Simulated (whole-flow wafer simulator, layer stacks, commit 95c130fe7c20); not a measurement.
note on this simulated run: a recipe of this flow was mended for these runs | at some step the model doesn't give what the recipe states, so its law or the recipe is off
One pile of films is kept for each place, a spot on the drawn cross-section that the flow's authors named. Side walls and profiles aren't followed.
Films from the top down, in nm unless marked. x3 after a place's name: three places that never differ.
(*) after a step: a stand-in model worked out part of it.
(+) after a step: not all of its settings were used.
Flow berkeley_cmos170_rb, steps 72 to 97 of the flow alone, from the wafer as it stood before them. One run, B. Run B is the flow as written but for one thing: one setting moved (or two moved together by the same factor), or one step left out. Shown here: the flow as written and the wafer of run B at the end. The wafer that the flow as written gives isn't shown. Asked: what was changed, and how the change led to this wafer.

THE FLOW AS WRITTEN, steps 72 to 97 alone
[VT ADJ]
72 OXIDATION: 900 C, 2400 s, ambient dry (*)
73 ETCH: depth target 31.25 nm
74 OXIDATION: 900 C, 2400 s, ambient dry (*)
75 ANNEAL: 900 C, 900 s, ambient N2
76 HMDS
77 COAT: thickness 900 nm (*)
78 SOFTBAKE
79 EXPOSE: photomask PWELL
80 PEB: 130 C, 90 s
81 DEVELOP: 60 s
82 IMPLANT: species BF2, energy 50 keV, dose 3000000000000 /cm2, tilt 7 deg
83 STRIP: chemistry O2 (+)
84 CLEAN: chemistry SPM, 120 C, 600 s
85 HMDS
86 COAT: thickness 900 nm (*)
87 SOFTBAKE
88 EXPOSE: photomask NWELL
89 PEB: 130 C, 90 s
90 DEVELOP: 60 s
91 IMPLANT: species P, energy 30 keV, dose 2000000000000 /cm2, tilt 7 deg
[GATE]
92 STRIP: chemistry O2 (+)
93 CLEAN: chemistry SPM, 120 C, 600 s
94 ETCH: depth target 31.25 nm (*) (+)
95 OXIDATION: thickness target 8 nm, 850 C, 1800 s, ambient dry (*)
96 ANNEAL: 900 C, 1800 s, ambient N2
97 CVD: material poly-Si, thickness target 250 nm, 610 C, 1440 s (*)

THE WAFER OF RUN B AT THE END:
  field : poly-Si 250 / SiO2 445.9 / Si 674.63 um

The cause: step 73, ETCH: depth target 17.19 nm was run, where the flow has depth target 31.25 nm.

How the change led to this, step by step:
  73 ETCH: depth target 31.25 nm
      field: SiO2 -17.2 (as written it would be: SiO2 -31.2)
